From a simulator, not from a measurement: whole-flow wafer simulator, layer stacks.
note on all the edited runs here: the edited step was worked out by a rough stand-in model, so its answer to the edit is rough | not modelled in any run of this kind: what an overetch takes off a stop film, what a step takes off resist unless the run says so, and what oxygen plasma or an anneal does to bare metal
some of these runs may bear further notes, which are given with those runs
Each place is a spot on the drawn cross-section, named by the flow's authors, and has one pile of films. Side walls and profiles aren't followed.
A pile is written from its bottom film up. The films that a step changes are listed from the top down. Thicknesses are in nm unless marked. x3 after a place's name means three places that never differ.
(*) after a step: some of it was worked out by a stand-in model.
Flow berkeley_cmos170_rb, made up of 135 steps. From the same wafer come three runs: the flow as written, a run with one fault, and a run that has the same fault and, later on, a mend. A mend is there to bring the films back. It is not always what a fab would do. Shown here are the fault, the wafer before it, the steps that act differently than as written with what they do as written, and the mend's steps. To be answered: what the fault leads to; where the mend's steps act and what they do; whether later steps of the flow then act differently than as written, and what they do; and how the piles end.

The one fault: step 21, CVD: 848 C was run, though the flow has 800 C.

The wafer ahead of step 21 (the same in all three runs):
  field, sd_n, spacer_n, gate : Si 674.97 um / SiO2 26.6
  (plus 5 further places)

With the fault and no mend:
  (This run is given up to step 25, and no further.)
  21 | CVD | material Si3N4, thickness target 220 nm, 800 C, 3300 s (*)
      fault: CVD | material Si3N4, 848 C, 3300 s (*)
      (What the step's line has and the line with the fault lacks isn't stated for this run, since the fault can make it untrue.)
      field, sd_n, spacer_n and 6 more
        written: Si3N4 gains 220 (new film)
        fault: Si3N4 gains 366.1 (new film)
  Every later step of the flow up to step 25 that is run acts as written at every place that is followed.
  Once step 25 is done, the piles at field, sd_n, spacer_n and 6 more depart from the flow's by more than 2% or 0.5 nm, whichever is larger.
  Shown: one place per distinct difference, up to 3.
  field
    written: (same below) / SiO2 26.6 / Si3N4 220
    fault: (same below) / SiO2 26.6 / Si3N4 366.1
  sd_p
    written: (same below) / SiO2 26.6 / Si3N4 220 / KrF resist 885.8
    fault: (same below) / SiO2 26.6 / Si3N4 366.1 / KrF resist 885.8

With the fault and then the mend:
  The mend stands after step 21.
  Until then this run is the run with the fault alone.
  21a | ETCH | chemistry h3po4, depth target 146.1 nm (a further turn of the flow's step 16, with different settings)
      field, sd_n, spacer_n and 6 more
        Si3N4 loses 146.1
  Every later step of the flow that is run acts as written at every place that is followed.
  The piles end the same as the flow's at every place that both follow.
